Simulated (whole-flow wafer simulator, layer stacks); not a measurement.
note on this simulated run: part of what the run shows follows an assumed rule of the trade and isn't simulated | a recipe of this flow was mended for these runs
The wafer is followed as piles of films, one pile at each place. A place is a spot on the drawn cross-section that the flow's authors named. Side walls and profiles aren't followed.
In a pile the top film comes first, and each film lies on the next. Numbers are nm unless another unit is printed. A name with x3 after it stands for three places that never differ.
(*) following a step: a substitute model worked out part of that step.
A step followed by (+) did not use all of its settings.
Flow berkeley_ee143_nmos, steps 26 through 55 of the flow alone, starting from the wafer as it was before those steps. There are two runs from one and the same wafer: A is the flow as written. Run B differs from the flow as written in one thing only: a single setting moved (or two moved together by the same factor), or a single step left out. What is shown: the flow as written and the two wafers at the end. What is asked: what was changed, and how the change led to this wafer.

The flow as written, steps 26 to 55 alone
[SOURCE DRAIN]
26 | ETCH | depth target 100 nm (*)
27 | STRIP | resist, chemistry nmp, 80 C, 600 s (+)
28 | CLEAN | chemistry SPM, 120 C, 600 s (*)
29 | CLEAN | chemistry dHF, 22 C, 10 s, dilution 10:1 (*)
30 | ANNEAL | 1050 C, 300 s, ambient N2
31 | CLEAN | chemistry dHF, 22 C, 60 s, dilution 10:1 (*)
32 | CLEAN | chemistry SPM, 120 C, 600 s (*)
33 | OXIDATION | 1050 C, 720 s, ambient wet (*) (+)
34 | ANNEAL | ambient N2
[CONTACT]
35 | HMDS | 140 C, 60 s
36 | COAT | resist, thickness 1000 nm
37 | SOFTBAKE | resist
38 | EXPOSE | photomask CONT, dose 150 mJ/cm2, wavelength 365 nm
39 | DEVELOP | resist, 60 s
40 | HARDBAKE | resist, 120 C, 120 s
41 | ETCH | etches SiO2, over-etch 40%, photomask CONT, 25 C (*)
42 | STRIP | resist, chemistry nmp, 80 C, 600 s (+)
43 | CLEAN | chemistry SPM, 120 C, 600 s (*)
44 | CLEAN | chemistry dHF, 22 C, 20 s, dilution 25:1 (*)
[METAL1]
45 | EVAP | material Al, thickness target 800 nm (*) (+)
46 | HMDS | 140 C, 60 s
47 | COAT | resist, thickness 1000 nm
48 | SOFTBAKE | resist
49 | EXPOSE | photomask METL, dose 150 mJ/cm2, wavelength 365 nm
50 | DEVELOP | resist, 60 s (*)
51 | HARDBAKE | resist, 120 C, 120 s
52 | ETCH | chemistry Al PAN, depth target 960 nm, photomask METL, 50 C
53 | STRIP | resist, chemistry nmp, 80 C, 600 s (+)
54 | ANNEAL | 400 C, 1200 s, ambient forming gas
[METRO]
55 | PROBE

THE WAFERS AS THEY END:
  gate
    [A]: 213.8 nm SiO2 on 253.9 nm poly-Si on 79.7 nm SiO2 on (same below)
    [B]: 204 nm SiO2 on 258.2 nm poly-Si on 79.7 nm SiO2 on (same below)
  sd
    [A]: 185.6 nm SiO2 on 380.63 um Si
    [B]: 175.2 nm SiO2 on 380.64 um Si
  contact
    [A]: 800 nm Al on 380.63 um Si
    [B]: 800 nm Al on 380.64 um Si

Cause: step 33, OXIDATION: 1043 C was run, though the flow has 1050 C.

The path from the change to this, step by step:
  33 | OXIDATION | 1050 C, 720 s, ambient wet (*) (+)
      sd, contact: A SiO2 gains 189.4 (new film), chemical SiO2 loses 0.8 (all of it), Si loses 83 | B SiO2 gains 179.1 (new film), chemical SiO2 loses 0.8 (all of it), Si loses 78.4
      gate: A SiO2 gains 217.6 (new film), chemical SiO2 loses 0.8 (all of it), poly-Si loses 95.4 | B SiO2 gains 207.8 (new film), chemical SiO2 loses 0.8 (all of it), poly-Si loses 91.1
      (and at 1 other place as well)
  41 | ETCH | etches SiO2, over-etch 40%, photomask CONT, 25 C (*)
      contact: A SiO2 loses 189.4 (all of it) | B SiO2 loses 179.1 (all of it)
